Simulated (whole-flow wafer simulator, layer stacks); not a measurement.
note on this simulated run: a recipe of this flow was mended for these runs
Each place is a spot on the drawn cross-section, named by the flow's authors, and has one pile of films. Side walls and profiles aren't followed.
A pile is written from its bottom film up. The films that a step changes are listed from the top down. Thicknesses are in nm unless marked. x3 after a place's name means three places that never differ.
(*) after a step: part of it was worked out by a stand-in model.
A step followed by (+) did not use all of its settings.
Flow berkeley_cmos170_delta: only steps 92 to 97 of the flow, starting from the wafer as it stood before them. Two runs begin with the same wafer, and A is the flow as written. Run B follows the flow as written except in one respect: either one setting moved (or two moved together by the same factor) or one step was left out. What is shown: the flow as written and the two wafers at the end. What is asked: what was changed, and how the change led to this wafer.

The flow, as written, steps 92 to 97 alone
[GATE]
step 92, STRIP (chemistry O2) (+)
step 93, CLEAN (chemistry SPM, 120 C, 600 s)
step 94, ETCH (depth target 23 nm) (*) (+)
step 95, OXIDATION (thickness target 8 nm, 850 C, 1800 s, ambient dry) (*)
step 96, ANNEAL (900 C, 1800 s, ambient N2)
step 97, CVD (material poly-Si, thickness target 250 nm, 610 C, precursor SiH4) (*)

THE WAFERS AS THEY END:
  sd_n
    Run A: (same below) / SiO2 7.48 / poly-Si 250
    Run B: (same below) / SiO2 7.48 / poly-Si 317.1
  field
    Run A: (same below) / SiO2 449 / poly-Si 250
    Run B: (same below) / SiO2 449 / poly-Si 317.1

Cause: step 97, CVD: 622 C was run, though the flow has 610 C.

Step by step, how the change led to this:
  step 97, CVD (material poly-Si, thickness target 250 nm, 610 C, precursor SiH4) (*)
      field, sd_n, spacer_n, gate, sd_p, spacer_p x2, contact, m1: A +250 poly-Si (new film) | B +317.1 poly-Si (new film)
